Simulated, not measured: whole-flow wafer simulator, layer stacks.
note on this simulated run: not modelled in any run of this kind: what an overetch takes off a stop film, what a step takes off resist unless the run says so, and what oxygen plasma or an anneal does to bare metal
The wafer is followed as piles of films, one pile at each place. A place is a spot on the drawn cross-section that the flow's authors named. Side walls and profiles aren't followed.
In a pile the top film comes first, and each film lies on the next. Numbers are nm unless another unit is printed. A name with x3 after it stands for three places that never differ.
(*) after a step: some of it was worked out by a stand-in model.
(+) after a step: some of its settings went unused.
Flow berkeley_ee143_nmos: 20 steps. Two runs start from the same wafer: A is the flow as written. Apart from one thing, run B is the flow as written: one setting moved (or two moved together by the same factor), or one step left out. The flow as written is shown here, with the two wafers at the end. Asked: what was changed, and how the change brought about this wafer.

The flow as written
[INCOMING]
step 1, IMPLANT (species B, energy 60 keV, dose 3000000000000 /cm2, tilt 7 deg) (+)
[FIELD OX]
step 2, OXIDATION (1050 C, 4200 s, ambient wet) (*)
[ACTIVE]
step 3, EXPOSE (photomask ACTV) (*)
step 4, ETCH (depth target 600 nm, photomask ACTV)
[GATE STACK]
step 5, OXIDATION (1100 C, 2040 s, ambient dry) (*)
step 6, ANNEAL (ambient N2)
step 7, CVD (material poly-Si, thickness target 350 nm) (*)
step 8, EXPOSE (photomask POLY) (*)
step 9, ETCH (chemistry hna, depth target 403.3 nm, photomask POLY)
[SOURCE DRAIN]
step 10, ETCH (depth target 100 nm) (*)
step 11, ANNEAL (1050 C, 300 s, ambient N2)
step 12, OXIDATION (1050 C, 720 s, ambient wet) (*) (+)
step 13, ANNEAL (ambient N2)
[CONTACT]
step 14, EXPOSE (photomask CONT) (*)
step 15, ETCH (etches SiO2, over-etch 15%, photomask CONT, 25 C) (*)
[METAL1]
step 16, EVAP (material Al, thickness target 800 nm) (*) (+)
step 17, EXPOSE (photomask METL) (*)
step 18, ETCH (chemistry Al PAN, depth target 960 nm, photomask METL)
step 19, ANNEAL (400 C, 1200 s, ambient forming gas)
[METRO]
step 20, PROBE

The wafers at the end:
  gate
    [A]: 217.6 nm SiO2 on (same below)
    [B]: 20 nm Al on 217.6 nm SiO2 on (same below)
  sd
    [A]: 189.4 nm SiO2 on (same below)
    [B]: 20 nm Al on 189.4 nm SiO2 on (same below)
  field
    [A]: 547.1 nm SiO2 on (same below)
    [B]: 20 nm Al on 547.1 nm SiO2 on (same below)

Cause: step 18, ETCH: depth target 780 nm was run, while the flow as written has depth target 960 nm.

The path from the change to this, step by step:
  step 18, ETCH (chemistry Al PAN, depth target 960 nm, photomask METL)
      gate, sd, field: A -800 Al (all of it) | B -780 Al
Taking metal films that touch as one body, gate has 1 body; the flow as written gives 0 bodies.
Taking metal films that touch as one body, sd has 1 body; the flow as written gives 0 bodies.
Taking metal films that touch as one body, field has 1 body; the flow as written gives 0 bodies.
